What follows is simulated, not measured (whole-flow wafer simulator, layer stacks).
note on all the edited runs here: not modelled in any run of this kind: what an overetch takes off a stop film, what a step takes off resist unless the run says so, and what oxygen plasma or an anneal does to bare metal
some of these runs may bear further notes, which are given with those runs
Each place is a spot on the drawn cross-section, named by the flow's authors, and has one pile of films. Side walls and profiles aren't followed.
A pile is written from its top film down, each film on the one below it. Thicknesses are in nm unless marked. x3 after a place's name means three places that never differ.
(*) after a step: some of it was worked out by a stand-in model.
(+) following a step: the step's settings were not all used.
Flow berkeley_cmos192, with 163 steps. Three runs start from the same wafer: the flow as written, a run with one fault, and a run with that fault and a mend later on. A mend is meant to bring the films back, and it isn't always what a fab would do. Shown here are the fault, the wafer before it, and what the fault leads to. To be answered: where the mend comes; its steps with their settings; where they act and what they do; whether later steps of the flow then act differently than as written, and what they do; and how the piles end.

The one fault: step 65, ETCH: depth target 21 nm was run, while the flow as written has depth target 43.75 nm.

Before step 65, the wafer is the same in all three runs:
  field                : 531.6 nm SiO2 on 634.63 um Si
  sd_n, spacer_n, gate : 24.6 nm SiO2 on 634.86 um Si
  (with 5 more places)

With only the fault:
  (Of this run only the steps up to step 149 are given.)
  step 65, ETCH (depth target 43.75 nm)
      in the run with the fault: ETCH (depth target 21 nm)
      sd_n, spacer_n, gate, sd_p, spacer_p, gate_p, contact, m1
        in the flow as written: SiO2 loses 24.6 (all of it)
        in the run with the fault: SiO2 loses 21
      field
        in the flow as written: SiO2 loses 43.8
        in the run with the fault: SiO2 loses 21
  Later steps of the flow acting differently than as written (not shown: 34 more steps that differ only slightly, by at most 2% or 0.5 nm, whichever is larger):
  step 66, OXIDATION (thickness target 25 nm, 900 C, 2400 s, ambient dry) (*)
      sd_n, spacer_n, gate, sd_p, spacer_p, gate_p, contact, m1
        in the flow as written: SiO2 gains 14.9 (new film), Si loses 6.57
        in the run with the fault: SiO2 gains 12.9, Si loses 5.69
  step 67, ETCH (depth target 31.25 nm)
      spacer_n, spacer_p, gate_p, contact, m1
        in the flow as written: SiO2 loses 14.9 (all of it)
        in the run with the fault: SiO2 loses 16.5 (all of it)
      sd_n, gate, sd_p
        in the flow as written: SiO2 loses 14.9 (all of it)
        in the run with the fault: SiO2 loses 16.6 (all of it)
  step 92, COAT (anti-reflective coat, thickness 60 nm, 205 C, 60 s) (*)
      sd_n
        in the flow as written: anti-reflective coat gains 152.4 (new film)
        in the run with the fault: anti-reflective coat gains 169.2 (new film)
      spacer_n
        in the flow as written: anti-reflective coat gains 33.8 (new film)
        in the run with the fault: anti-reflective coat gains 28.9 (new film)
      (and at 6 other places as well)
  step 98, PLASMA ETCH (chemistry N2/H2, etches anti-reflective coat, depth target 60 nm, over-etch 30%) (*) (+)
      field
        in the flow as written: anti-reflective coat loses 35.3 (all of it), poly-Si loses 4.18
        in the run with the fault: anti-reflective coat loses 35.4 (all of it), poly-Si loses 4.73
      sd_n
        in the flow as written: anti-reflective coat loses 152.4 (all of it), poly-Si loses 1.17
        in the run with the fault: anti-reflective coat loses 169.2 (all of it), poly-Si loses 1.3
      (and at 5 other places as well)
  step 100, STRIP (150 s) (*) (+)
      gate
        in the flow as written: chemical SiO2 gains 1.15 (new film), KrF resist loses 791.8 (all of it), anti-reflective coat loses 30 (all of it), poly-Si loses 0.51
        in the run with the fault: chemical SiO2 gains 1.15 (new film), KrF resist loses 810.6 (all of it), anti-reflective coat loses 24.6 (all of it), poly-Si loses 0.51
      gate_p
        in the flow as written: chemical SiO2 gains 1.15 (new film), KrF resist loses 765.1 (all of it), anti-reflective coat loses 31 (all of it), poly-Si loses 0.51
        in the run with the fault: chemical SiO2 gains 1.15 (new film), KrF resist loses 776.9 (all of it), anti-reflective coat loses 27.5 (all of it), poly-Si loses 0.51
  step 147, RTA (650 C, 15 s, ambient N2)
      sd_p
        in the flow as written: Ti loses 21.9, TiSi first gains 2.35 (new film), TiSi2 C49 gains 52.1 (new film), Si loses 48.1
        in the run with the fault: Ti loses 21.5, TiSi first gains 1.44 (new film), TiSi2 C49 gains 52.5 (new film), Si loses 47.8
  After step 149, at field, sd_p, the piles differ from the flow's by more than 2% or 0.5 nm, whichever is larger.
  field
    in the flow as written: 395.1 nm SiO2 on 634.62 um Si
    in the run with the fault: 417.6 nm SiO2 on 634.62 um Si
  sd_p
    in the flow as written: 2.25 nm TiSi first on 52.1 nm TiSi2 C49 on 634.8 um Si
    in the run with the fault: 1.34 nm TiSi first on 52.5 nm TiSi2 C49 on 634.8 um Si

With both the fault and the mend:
  After step 65 comes the mend.
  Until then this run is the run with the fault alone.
  step 65a, ETCH (depth target 22.75 nm) (a further turn of the flow's step 65, with different settings)
      spacer_n, spacer_p, gate_p, contact, m1
        SiO2 loses 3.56 (all of it)
      sd_n, sd_p
        SiO2 loses 3.62 (all of it)
      field
        SiO2 loses 22.8
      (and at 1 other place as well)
  Later steps of the flow that are run all act as written at every place that is followed, up to a difference of at most 2% or 0.5 nm, whichever is larger.
  By the end, the piles equal the flow's at every place that both follow.
